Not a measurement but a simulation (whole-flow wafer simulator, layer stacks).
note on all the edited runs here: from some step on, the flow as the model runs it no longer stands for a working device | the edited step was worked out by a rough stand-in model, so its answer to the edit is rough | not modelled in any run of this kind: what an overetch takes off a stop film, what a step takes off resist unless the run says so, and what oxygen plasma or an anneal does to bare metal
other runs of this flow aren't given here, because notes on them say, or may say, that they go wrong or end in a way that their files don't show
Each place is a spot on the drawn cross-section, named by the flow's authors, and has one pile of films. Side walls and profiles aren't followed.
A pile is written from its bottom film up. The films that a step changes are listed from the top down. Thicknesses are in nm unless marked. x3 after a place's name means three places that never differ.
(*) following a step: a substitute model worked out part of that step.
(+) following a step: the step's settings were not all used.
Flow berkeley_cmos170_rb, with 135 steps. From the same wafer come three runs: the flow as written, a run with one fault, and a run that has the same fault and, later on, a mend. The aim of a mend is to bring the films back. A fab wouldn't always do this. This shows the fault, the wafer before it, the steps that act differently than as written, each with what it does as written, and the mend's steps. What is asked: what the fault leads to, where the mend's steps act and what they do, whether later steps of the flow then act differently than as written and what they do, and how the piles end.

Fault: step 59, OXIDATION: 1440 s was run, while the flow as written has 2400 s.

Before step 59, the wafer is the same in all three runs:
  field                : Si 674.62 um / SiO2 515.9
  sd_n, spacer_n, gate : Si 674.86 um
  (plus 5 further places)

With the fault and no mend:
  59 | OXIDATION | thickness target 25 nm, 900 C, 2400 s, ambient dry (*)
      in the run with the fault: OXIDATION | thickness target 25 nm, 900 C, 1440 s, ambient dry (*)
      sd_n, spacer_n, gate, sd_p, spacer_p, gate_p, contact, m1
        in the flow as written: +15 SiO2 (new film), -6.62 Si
        in the run with the fault: +10.9 SiO2 (new film), -4.79 Si
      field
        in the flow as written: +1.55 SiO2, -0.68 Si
        in the run with the fault: +0.93 SiO2, -0.41 Si
  Steps further on in the flow that do not act as written (30 other steps are not shown; they differ only slightly, by no more than 2% or 0.5 nm, whichever is larger):
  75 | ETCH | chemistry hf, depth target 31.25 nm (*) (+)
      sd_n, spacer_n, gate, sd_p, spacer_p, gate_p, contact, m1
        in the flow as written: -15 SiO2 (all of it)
        in the run with the fault: -10.9 SiO2 (all of it)
  When the end is reached, the piles differ only a little from the flow's at the places that both follow, at most by 2% or 0.5 nm, whichever is larger.

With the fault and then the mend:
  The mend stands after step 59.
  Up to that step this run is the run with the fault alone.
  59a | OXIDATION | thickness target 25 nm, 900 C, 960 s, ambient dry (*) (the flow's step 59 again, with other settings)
      sd_n, spacer_n, gate, sd_p, spacer_p, gate_p, contact, m1
        +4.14 SiO2, -1.82 Si
      field
        +0.62 SiO2, -0.27 Si
  None of the later steps of the flow acts differently than as written at any place that is followed.
  By the end, the piles equal the flow's at every place that both follow.
